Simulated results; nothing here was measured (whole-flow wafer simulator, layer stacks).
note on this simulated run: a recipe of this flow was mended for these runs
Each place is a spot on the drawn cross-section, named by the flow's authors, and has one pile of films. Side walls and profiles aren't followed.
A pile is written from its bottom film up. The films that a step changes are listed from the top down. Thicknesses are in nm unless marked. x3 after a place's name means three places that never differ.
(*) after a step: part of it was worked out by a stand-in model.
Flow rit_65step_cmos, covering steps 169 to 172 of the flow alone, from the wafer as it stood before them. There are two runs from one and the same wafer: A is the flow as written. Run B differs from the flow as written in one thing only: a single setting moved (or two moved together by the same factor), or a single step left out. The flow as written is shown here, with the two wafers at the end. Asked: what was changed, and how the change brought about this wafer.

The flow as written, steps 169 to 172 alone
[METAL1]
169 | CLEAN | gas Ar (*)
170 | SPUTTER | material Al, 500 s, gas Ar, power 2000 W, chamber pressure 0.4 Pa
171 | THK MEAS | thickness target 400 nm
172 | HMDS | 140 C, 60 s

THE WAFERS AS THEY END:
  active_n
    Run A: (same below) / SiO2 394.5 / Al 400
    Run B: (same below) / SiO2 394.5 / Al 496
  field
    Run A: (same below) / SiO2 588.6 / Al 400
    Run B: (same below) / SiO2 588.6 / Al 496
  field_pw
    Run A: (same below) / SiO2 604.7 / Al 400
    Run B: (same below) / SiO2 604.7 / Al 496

The reason: step 170, SPUTTER: power 2480 W was run, whereas the flow has power 2000 W.

Step by step, how the change led to this:
  170 | SPUTTER | material Al, 500 s, gas Ar, power 2000 W, chamber pressure 0.4 Pa
      field, field_pw, field_nw and 10 more: A Al gains 400 (new film) | B Al gains 496 (new film)
      contact: A Al gains 255.4 (new film) | B Al gains 309.7 (new film)
